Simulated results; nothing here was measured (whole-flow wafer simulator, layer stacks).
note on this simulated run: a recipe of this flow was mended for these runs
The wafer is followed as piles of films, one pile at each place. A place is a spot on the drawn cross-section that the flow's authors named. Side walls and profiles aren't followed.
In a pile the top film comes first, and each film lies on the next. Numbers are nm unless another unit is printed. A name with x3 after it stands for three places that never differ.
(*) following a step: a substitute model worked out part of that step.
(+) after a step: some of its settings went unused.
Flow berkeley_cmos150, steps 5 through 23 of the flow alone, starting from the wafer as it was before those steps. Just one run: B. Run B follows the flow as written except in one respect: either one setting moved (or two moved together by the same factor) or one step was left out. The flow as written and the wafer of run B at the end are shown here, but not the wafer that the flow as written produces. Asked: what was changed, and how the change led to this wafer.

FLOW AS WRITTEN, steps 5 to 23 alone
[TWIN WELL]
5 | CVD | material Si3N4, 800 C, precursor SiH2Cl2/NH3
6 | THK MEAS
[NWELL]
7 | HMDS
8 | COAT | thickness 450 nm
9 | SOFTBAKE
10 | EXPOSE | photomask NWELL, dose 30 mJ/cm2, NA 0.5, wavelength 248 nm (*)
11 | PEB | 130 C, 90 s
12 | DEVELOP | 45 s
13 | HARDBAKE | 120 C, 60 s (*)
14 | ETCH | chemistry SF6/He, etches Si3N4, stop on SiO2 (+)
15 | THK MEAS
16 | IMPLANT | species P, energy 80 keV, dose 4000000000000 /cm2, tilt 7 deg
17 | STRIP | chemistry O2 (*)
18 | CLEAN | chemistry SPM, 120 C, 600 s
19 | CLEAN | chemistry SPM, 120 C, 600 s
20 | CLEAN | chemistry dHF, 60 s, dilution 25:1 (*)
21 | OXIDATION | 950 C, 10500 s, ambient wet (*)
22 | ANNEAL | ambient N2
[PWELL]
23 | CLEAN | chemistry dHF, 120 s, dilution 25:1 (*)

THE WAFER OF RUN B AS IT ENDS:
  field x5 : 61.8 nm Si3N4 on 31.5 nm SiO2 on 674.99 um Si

Cause: step 5, CVD: 765 C was run, while the flow as written has 800 C.

How this came from the change, step by step:
  5 | CVD | material Si3N4, 800 C, precursor SiH2Cl2/NH3
      field x5, field_p x3: +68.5 Si3N4 (new film) (in the flow as written it would be: +106 Si3N4 (new film))
  14 | ETCH | chemistry SF6/He, etches Si3N4, stop on SiO2 (+)
      field x5: -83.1 KrF-resist (in the flow as written it would be: -124 KrF-resist)
      field_p x3: -68.5 Si3N4 (all of it), -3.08 SiO2 (in the flow as written it would be: -106 Si3N4 (all of it), -3.08 SiO2)
  17 | STRIP | chemistry O2 (*)
      field x5: -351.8 KrF-resist (all of it) (in the flow as written it would be: -310.9 KrF-resist (all of it))
